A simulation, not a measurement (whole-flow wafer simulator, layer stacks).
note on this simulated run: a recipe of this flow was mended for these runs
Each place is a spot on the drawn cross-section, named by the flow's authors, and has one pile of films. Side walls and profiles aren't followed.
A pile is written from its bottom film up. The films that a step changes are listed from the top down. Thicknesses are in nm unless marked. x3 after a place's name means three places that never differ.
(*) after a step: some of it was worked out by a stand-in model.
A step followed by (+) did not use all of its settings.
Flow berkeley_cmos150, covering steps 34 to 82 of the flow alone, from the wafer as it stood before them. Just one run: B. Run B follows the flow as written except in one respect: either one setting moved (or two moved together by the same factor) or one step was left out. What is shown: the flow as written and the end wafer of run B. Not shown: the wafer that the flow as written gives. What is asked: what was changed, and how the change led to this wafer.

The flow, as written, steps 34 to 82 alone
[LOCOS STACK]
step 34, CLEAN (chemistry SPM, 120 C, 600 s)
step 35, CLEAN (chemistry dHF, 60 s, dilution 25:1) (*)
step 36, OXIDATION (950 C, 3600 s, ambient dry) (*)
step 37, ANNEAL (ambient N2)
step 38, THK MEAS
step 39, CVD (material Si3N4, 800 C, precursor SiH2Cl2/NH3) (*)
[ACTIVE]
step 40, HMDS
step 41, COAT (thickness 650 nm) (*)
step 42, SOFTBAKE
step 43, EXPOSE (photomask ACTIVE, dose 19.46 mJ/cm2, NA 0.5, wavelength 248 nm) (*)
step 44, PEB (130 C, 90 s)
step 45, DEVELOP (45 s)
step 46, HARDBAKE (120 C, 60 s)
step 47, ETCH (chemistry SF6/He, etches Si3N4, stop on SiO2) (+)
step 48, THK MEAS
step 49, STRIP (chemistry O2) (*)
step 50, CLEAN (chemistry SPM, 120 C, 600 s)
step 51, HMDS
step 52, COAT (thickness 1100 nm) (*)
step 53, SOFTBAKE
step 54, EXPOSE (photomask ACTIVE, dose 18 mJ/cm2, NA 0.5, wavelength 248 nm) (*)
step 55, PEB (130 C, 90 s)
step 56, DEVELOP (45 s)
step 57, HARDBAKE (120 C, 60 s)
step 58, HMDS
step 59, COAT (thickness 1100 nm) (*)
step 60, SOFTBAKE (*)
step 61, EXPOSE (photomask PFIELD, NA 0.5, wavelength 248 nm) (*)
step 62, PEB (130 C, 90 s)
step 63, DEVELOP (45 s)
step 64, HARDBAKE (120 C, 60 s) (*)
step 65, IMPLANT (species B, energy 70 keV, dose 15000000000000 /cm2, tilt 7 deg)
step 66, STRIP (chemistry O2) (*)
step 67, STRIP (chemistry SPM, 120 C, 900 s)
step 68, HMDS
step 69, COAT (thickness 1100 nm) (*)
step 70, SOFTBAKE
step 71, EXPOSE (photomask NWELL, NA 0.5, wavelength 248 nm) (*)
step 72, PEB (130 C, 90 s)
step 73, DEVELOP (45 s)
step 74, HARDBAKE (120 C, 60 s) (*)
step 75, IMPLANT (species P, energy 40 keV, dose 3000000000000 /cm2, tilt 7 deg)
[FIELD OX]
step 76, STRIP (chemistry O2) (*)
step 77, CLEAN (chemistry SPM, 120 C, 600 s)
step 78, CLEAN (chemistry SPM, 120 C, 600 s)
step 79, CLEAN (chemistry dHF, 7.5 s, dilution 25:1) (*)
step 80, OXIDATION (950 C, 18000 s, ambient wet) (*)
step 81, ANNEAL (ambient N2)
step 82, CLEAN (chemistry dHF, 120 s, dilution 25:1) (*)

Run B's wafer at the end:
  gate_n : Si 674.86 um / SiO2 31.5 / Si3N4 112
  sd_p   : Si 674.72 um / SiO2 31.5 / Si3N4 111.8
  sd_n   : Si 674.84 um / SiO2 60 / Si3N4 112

Cause: step 39, CVD: 812 C was run, while the flow as written has 800 C.

How this came from the change, step by step:
  step 39, CVD (material Si3N4, 800 C, precursor SiH2Cl2/NH3) (*)
      field, field_p, sd_n, gate_n, sd_p, gate_p, contact, m1: +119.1 Si3N4 (new film) (as written it would have been: +106 Si3N4 (new film))
  step 41, COAT (thickness 650 nm) (*)
      field: +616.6 KrF-resist (new film) (as written it would have been: +646.4 KrF-resist (new film))
  step 45, DEVELOP (45 s)
      field: -615.3 KrF-resist (all of it) (as written it would have been: -645 KrF-resist (all of it))
  step 47, ETCH (chemistry SF6/He, etches Si3N4, stop on SiO2) (+)
      sd_n, gate_n, sd_p, gate_p, contact, m1: -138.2 KrF-resist (as written it would have been: -124 KrF-resist)
      field, field_p: -119.1 Si3N4 (all of it), -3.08 SiO2 (as written it would have been: -106 Si3N4 (all of it), -3.08 SiO2)
  step 49, STRIP (chemistry O2) (*)
      sd_n: -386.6 KrF-resist (all of it) (as written it would have been: -400.9 KrF-resist (all of it))
      gate_n: -394.9 KrF-resist (all of it) (as written it would have been: -409.3 KrF-resist (all of it))
      (also at 4 further places)
  step 80, OXIDATION (950 C, 18000 s, ambient wet) (*)
      sd_n: +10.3 SiO2 (new film), -5.7 Si3N4, +28.6 SiO2, -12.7 Si (as written it would have been: +10.3 SiO2 (new film), -5.7 Si3N4, +34.7 SiO2, -15.4 Si)
